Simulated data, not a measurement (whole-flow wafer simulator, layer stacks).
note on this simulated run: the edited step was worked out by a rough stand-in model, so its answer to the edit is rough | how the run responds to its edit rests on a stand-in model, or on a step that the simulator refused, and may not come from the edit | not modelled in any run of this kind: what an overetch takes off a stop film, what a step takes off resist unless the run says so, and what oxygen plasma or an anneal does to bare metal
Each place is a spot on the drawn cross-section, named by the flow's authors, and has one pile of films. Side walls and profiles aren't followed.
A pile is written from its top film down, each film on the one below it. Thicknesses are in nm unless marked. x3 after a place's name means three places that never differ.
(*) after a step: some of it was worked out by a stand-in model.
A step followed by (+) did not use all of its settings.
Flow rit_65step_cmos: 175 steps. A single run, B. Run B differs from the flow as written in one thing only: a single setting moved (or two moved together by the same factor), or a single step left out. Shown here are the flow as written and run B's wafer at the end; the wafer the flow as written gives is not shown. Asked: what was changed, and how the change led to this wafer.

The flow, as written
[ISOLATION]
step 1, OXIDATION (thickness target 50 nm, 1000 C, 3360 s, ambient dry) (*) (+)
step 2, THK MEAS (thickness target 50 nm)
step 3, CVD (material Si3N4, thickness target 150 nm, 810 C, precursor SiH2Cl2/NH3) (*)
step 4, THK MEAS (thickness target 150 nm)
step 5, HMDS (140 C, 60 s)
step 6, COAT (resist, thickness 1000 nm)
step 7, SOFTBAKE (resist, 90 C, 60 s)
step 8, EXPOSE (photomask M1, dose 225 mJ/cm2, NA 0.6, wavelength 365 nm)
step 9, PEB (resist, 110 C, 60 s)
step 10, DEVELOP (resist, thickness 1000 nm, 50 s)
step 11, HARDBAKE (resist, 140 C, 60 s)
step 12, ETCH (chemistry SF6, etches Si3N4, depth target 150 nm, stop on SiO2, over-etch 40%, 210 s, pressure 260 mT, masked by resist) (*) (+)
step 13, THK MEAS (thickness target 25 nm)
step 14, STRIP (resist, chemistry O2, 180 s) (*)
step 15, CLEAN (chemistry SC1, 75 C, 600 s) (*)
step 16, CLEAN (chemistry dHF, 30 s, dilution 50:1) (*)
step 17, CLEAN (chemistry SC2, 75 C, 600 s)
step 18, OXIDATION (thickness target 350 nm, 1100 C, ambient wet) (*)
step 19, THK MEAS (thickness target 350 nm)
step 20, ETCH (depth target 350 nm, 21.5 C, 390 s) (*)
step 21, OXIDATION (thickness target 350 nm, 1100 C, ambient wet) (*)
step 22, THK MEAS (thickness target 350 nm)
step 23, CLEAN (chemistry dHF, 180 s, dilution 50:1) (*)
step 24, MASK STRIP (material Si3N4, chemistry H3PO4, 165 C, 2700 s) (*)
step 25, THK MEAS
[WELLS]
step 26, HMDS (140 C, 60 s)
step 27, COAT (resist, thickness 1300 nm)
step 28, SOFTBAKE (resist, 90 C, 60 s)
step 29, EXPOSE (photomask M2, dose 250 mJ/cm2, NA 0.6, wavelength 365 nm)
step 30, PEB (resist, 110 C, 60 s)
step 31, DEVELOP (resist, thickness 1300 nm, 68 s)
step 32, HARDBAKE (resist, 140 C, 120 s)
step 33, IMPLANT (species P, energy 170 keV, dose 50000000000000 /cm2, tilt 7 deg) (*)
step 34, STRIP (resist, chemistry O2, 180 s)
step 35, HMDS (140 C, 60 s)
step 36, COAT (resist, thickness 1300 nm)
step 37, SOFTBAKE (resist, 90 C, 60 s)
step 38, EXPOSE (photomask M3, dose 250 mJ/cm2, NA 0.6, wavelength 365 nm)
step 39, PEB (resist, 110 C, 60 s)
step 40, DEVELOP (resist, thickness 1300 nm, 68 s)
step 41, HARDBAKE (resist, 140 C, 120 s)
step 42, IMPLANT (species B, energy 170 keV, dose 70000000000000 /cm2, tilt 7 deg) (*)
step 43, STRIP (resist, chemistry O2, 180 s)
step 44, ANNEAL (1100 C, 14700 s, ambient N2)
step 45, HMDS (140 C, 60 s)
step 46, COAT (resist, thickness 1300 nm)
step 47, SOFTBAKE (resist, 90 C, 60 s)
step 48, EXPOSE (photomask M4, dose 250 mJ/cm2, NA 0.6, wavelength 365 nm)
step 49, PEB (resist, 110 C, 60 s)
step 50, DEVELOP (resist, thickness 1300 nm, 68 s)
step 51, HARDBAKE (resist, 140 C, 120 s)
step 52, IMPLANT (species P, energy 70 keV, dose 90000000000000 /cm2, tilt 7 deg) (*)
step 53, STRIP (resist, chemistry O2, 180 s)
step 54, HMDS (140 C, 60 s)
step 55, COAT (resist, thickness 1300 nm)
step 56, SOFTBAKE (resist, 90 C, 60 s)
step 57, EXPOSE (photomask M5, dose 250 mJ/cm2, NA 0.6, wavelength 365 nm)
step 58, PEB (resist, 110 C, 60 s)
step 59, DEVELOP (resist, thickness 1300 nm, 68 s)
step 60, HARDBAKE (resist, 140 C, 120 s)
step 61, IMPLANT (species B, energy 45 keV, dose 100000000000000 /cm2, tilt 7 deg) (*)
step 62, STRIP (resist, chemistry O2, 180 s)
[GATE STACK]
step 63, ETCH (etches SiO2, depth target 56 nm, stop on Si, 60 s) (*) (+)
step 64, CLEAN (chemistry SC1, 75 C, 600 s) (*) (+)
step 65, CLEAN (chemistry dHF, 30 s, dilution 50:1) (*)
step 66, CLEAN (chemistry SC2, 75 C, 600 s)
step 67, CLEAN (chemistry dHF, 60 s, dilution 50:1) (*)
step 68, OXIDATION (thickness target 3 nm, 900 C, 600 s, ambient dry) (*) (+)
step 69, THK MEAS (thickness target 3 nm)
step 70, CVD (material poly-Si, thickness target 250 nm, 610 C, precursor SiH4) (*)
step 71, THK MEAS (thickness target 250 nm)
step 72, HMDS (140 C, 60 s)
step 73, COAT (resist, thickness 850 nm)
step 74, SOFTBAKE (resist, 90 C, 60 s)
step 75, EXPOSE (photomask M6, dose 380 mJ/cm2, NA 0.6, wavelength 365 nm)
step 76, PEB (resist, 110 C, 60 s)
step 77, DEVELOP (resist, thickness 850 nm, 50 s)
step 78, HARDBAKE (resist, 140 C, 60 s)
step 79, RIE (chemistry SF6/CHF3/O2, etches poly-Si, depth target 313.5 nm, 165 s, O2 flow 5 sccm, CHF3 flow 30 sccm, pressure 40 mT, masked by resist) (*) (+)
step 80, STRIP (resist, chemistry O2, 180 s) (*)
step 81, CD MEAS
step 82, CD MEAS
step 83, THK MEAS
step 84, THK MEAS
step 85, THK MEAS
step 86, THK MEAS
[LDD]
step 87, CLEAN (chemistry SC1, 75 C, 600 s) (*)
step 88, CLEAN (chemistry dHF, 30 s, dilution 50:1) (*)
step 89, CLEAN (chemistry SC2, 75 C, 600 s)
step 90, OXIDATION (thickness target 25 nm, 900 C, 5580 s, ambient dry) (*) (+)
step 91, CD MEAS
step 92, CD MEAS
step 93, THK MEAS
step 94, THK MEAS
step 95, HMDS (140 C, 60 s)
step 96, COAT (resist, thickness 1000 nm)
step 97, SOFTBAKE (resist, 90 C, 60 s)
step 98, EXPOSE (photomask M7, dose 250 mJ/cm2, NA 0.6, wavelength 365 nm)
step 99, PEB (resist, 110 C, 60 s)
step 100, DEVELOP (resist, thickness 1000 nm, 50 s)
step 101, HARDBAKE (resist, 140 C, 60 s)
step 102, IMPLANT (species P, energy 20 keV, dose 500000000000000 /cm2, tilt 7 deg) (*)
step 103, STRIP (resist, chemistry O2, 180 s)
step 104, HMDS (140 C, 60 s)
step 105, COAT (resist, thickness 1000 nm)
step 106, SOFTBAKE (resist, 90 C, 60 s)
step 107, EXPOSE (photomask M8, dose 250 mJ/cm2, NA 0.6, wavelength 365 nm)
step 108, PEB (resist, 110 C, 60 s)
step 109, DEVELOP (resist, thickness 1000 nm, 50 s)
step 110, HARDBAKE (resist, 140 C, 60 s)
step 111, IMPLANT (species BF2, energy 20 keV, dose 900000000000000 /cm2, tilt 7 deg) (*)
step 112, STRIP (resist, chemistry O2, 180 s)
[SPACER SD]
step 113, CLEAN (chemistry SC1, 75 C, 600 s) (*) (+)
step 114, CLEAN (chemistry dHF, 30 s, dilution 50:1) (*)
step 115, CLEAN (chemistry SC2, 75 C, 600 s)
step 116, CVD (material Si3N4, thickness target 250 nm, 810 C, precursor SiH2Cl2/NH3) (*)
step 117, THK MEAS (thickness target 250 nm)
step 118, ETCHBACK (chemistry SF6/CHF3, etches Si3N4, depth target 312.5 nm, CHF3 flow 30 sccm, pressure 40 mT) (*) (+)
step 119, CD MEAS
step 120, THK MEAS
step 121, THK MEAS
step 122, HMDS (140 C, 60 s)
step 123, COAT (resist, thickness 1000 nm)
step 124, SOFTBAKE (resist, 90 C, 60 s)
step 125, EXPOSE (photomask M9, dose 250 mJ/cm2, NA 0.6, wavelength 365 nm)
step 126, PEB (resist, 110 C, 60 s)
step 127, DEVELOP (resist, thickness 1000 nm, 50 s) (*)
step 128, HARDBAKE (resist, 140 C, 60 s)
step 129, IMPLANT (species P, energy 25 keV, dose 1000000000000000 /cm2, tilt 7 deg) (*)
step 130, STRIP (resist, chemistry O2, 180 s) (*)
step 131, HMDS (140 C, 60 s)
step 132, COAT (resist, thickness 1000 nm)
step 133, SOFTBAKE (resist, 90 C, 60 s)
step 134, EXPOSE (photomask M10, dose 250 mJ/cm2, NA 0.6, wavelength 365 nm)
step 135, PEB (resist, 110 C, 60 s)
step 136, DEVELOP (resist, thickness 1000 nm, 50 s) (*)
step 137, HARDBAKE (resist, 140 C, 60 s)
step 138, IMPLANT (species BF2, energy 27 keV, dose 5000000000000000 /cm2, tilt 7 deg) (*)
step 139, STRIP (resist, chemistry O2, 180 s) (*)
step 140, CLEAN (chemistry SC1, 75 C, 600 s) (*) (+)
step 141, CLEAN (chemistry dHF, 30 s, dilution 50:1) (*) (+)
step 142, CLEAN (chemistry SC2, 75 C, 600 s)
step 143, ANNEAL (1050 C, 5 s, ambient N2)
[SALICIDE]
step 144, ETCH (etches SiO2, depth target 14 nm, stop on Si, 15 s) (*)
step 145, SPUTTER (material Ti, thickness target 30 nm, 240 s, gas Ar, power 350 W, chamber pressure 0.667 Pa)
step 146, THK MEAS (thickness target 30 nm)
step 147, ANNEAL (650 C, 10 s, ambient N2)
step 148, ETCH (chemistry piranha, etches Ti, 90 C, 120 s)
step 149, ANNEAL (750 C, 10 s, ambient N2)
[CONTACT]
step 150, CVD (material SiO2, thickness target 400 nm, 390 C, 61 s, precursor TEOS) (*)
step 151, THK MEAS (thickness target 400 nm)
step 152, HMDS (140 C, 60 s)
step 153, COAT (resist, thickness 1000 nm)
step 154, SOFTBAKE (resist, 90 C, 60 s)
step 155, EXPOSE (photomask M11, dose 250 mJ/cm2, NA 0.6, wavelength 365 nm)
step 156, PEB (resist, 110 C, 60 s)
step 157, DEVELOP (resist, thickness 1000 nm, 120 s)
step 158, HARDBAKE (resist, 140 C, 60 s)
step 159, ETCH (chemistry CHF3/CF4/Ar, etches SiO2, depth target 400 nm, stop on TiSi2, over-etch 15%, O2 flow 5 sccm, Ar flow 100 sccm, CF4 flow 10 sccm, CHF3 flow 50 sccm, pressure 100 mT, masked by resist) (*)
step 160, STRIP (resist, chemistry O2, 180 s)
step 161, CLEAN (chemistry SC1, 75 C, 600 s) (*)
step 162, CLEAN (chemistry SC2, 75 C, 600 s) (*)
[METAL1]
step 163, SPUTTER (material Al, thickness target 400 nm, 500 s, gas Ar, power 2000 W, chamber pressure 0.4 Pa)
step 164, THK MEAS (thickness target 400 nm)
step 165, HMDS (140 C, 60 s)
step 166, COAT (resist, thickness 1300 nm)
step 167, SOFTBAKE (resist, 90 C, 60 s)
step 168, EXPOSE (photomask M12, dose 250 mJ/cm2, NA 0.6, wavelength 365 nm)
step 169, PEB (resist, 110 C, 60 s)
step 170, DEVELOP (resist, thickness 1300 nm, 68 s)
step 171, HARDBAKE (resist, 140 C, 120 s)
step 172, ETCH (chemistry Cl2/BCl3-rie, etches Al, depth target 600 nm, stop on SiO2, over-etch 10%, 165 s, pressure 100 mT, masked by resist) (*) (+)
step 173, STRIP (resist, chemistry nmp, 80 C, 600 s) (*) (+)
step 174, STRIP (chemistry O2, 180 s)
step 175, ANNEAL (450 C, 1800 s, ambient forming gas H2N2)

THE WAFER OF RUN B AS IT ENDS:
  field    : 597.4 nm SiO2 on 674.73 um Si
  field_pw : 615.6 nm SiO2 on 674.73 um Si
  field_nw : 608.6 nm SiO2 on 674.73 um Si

What caused this: step 20, ETCH: 156 s was run, though the flow has 390 s.

How this came from the change, step by step:
  step 20, ETCH (depth target 350 nm, 21.5 C, 390 s) (*)
      field, field_p: SiO2 loses 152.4 (it would be, as written: SiO2 loses 351.3 (all of it), Si loses 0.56)
      field_pw, field_nw: SiO2 loses 152.4 (it would be, as written: SiO2 loses 355.4 (all of it), Si loses 0.49)
      (also at 10 further places)
  step 21, OXIDATION (thickness target 350 nm, 1100 C, ambient wet) (*)
      field, field_p: SiO2 gains 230, Si loses 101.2 (it would be, as written: SiO2 gains 350 (new film), Si loses 154)
      field_pw, field_nw: SiO2 gains 228.2, Si loses 100.4 (it would be, as written: SiO2 gains 350 (new film), Si loses 154)
  step 24, MASK STRIP (material Si3N4, chemistry H3PO4, 165 C, 2700 s) (*)
      active_n, active_p, gate_n and 7 more: Si3N4 loses 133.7 (all of it), SiO2 loses 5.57 (it would be, as written: Si3N4 loses 130.8 (all of it), SiO2 loses 5.68)
  step 27, COAT (resist, thickness 1300 nm)
      field_pw, field_nw: resist gains 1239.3 (new film) (it would be, as written: resist gains 1313 (new film))
      field: resist gains 1218.7 (new film) (it would be, as written: resist gains 1315.7 (new film))
      (also at 1 further place)
  step 30, PEB (resist, 110 C, 60 s)
      field, field_p: resist loses 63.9 (it would be, as written: resist loses 69.2)
      field_pw, field_nw: resist loses 65.2 (it would be, as written: resist loses 69.1)
  step 31, DEVELOP (resist, thickness 1300 nm, 68 s)
      field_nw: resist loses 1174.1 (all of it) (it would be, as written: resist loses 1243.9 (all of it))
      field_p: resist loses 1155 (all of it) (it would be, as written: resist loses 1246.4 (all of it))
  step 32, HARDBAKE (resist, 140 C, 120 s)
      field: resist loses 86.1 (it would be, as written: resist loses 94)
      field_pw: resist loses 88.5 (it would be, as written: resist loses 93.8)
  step 34, STRIP (resist, chemistry O2, 180 s)
      field: resist loses 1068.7 (all of it) (it would be, as written: resist loses 1152.5 (all of it))
      field_pw: resist loses 1085.6 (all of it) (it would be, as written: resist loses 1150.2 (all of it))
  step 36, COAT (resist, thickness 1300 nm)
      field_pw, field_nw: resist gains 1239.3 (new film) (it would be, as written: resist gains 1313 (new film))
      field: resist gains 1218.7 (new film) (it would be, as written: resist gains 1315.7 (new film))
      (also at 1 further place)
  step 39, PEB (resist, 110 C, 60 s)
      field, field_p: resist loses 63.9 (it would be, as written: resist loses 69.2)
      field_pw, field_nw: resist loses 65.2 (it would be, as written: resist loses 69.1)
  step 40, DEVELOP (resist, thickness 1300 nm, 68 s)
      field: resist loses 1154.8 (all of it) (it would be, as written: resist loses 1246.5 (all of it))
      field_pw: resist loses 1174.1 (all of it) (it would be, as written: resist loses 1243.9 (all of it))
  step 41, HARDBAKE (resist, 140 C, 120 s)
      field_nw: resist loses 88.5 (it would be, as written: resist loses 93.8)
      field_p: resist loses 86.1 (it would be, as written: resist loses 94)
  step 43, STRIP (resist, chemistry O2, 180 s)
      field_nw: resist loses 1085.6 (all of it) (it would be, as written: resist loses 1150.2 (all of it))
      field_p: resist loses 1068.9 (all of it) (it would be, as written: resist loses 1152.5 (all of it))
  step 46, COAT (resist, thickness 1300 nm)
      field_pw, field_nw: resist gains 1239.3 (new film) (it would be, as written: resist gains 1313 (new film))
      field: resist gains 1218.7 (new film) (it would be, as written: resist gains 1315.7 (new film))
      (also at 1 further place)
  step 49, PEB (resist, 110 C, 60 s)
      field, field_p: resist loses 63.9 (it would be, as written: resist loses 69.2)
      field_pw, field_nw: resist loses 65.2 (it would be, as written: resist loses 69.1)
  step 50, DEVELOP (resist, thickness 1300 nm, 68 s)
      field_nw: resist loses 1174.1 (all of it) (it would be, as written: resist loses 1243.9 (all of it))
      field_p: resist loses 1155 (all of it) (it would be, as written: resist loses 1246.4 (all of it))
  ... 37 further steps ...
  step 170, DEVELOP (resist, thickness 1300 nm, 68 s)
      field: resist loses 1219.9 (all of it) (it would be, as written: resist loses 1316.6 (all of it))
      field_pw: resist loses 1214.1 (all of it) (it would be, as written: resist loses 1285.5 (all of it))
      (also at 2 further places)
